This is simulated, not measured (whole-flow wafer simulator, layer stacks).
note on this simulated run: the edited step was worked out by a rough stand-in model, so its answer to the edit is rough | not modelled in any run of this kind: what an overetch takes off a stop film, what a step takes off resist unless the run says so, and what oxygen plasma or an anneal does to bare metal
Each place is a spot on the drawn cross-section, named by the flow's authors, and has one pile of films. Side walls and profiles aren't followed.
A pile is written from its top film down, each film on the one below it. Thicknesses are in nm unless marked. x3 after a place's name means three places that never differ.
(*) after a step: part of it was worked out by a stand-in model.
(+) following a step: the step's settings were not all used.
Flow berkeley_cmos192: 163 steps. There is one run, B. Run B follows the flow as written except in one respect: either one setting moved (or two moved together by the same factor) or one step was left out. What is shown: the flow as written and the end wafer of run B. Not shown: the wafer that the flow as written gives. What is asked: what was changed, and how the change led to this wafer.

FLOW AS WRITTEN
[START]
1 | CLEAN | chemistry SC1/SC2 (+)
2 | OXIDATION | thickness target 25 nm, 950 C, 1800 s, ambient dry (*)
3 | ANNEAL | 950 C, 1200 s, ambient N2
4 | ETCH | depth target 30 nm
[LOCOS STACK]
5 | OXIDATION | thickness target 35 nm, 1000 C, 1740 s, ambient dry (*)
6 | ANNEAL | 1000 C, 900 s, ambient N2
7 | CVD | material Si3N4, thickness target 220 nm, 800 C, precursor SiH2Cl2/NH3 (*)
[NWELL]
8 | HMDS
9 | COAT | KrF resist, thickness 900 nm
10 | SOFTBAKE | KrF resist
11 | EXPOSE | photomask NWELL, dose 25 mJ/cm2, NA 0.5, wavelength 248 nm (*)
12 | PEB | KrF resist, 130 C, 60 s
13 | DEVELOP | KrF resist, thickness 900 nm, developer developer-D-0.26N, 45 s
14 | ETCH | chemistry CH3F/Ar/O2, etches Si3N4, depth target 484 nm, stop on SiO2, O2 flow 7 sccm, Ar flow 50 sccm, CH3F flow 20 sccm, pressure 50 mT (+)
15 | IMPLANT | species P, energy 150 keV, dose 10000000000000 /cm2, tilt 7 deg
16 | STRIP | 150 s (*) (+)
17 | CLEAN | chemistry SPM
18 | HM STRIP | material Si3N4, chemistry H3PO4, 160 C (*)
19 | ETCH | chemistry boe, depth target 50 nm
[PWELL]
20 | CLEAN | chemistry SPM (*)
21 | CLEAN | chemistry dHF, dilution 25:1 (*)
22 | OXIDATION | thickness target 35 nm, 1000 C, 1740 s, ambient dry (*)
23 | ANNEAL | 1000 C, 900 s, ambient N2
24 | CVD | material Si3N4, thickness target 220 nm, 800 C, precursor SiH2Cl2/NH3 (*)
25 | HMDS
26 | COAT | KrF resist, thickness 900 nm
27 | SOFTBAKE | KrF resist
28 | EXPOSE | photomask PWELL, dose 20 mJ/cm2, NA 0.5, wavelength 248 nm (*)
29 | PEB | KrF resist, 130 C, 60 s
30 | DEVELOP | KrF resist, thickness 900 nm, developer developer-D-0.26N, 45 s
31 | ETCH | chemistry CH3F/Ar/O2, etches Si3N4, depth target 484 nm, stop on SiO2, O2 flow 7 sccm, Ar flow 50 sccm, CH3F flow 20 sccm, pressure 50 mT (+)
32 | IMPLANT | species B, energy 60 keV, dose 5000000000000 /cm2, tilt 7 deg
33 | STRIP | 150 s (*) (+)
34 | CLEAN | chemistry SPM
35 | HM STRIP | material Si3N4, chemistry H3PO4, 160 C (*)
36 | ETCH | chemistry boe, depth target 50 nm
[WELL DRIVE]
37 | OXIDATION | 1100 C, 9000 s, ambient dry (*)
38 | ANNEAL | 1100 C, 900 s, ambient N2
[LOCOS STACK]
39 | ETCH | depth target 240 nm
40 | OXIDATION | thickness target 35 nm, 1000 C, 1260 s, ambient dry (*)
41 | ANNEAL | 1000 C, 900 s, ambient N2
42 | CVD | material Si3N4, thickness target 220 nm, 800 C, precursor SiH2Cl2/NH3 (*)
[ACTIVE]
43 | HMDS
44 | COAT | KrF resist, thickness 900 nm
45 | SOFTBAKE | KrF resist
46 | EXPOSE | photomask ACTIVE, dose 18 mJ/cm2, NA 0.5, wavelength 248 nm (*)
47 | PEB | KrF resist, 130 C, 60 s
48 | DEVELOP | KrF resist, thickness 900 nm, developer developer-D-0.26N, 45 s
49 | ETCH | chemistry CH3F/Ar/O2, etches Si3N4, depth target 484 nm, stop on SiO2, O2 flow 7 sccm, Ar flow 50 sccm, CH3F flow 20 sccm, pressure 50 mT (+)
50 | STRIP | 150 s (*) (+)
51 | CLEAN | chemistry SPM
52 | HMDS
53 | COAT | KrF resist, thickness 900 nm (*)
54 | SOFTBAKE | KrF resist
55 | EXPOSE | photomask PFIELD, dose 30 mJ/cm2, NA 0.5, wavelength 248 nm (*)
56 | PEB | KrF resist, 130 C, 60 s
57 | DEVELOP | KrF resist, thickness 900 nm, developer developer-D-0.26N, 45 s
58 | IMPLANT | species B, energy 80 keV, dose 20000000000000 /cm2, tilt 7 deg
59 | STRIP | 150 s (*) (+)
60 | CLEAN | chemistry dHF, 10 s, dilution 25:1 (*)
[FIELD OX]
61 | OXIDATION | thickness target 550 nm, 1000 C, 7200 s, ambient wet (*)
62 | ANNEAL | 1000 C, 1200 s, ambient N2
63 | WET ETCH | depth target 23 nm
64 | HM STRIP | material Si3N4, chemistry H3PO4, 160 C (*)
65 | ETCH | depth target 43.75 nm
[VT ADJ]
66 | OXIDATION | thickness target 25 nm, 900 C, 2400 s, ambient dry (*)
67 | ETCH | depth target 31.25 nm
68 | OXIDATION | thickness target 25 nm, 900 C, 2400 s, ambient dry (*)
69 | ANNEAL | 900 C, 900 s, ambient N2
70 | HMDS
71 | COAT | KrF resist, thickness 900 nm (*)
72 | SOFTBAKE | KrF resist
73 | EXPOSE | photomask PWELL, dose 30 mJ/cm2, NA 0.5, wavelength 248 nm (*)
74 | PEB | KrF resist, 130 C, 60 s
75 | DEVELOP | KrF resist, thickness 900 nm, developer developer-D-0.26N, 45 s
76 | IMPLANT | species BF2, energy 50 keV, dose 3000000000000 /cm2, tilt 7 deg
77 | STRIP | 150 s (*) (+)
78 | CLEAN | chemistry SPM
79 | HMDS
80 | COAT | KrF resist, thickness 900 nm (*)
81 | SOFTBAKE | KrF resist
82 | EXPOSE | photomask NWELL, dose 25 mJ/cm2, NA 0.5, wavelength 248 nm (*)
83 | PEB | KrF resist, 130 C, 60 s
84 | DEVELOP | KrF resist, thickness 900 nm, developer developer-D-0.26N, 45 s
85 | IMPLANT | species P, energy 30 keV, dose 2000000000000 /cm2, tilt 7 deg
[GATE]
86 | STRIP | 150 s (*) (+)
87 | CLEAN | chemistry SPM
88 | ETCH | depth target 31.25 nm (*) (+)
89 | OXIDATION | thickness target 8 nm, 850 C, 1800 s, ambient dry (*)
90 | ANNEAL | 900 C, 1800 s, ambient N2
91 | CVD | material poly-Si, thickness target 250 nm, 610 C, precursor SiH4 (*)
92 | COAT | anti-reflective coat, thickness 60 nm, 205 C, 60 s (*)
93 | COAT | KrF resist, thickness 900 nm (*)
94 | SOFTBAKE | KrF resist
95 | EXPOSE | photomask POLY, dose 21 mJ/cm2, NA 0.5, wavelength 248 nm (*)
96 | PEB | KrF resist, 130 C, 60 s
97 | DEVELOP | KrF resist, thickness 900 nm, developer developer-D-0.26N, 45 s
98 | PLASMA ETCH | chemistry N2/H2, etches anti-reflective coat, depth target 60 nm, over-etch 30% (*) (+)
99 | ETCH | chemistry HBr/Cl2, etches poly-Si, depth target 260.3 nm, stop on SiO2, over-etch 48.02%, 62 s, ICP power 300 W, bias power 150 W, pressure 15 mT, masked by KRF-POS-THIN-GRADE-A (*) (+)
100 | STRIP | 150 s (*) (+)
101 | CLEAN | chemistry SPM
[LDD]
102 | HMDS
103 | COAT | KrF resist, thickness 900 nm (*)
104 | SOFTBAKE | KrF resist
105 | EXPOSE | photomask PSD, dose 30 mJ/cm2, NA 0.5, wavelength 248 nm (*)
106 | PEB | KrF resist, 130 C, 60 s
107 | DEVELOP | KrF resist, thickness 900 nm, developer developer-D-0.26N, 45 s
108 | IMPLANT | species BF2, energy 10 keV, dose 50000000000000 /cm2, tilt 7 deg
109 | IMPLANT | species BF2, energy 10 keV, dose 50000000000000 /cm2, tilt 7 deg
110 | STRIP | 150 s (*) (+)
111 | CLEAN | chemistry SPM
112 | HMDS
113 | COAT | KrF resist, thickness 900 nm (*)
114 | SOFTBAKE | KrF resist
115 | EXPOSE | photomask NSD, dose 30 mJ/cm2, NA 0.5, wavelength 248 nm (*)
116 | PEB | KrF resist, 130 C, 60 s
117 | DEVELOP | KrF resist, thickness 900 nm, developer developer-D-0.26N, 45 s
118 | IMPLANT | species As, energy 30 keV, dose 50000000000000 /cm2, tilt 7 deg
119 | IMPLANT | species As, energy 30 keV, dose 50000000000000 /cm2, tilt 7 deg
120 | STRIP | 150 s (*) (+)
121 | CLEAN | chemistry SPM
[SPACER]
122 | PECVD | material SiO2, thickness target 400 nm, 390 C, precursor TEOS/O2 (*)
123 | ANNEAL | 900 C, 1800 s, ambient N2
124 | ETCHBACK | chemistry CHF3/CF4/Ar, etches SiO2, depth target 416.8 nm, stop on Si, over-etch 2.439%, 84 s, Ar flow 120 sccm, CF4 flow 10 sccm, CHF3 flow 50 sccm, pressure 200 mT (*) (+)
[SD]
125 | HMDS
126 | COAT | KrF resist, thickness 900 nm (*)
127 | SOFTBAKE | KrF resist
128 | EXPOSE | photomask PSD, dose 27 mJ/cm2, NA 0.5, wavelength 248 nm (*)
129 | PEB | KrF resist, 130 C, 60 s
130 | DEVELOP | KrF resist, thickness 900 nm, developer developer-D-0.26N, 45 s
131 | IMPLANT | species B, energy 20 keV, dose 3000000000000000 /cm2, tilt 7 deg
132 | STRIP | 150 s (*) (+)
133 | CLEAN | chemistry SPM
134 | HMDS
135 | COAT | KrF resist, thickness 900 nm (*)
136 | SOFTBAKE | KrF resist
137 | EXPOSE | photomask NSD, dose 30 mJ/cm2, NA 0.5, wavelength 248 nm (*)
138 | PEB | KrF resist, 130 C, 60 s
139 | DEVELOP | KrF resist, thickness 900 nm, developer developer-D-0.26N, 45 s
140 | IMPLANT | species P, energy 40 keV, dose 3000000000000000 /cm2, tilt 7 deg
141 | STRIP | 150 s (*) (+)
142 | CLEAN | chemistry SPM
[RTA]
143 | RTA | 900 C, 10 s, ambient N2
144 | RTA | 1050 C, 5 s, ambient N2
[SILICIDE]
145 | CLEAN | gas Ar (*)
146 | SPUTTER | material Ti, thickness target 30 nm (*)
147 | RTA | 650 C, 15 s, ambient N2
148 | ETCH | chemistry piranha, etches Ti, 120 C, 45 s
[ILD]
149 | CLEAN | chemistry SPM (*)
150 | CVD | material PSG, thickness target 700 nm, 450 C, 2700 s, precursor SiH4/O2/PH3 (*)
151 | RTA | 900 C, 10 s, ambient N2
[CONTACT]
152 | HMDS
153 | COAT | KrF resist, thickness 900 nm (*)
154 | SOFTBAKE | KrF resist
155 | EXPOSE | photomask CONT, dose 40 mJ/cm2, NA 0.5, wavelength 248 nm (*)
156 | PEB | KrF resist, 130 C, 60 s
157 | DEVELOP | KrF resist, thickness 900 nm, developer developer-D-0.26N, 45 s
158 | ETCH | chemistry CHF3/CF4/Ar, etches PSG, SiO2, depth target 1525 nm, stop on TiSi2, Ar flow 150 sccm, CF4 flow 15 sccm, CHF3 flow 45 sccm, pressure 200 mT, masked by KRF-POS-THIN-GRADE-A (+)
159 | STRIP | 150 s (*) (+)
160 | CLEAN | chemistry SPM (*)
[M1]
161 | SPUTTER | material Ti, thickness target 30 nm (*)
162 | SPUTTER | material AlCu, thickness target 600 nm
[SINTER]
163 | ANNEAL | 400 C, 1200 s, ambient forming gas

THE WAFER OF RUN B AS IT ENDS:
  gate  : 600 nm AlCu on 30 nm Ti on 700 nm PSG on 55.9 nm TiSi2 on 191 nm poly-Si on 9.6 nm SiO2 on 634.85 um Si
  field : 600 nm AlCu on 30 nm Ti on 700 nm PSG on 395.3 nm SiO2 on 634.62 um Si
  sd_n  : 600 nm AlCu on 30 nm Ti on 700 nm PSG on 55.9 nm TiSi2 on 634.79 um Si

Cause: step 89, OXIDATION: 2700 s was run, while the flow as written has 1800 s.

The path from the change to this, step by step:
  89 | OXIDATION | thickness target 8 nm, 850 C, 1800 s, ambient dry (*)
      sd_n, spacer_n, gate, sd_p, spacer_p, gate_p, contact, m1: +9.6 SiO2 (new film), -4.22 Si (as written it would have been: +7.48 SiO2 (new film), -3.29 Si)
